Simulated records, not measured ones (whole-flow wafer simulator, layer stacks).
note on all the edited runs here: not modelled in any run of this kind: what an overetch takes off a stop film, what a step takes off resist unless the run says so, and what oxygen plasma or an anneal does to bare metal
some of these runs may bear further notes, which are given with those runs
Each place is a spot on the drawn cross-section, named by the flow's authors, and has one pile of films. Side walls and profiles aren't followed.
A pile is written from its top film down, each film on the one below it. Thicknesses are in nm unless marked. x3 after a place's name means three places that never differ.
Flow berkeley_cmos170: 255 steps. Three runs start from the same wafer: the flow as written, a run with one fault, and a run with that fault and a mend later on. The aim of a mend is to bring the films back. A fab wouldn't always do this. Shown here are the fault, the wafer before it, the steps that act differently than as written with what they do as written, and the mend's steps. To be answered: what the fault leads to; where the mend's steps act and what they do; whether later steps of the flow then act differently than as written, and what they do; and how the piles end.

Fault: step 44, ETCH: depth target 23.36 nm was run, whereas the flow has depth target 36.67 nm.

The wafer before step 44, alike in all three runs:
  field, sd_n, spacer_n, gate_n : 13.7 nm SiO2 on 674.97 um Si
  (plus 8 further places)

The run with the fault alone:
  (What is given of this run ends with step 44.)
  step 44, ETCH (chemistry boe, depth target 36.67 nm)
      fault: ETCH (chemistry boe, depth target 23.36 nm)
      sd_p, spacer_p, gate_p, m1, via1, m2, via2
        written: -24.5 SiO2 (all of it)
        fault: -23.4 SiO2
  The piles after step 44 differ from the flow's at sd_p, spacer_p, gate_p, m1, via1, m2, via2 by more than 2% or 0.5 nm, whichever is larger.
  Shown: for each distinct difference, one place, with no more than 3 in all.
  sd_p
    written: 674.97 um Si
    fault: 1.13 nm SiO2 on 674.97 um Si

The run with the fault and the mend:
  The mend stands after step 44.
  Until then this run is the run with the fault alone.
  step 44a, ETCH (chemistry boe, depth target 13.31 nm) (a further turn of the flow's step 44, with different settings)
      sd_p, spacer_p, gate_p, m1, via1, m2, via2
        -1.13 SiO2 (all of it)
  None of the later steps of the flow acts differently than as written at any place that is followed.
  The piles end the same as the flow's at every place that both follow.
